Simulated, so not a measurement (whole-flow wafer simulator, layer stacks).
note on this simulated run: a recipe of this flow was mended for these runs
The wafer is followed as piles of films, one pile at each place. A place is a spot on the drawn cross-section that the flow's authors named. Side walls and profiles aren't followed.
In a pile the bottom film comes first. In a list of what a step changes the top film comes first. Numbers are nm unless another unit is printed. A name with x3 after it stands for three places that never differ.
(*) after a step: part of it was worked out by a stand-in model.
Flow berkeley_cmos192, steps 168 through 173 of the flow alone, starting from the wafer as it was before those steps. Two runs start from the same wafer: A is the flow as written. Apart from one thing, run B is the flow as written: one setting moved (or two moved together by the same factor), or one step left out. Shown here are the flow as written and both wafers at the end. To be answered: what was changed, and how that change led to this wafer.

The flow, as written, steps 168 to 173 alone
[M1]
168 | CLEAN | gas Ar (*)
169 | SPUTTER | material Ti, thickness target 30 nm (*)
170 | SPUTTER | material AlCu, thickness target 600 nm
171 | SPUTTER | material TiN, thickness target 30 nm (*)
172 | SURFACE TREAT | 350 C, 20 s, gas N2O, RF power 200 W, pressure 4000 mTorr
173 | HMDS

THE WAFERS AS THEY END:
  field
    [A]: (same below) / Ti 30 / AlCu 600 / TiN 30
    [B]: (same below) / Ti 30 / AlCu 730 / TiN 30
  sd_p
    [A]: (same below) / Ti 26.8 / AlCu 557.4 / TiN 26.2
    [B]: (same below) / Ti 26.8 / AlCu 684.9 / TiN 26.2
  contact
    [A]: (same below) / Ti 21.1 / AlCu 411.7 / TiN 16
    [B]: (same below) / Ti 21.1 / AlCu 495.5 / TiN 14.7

What caused this: step 170, SPUTTER: thickness target 730 nm was run, while the flow as written has thickness target 600 nm.
One can read it off the wafer: field has AlCu 730, and step 170 as written asks for 600 nm.

Step by step, how the change led to this:
  170 | SPUTTER | material AlCu, thickness target 600 nm
      field, sd_n, spacer_n, gate, spacer_p, gate_p, m1: A AlCu gains 600 (new film) | B AlCu gains 730 (new film)
      sd_p: A AlCu gains 557.4 (new film) | B AlCu gains 684.9 (new film)
      (also at 1 further place)
  171 | SPUTTER | material TiN, thickness target 30 nm (*)
      contact: A TiN gains 16 (new film) | B TiN gains 14.7 (new film)
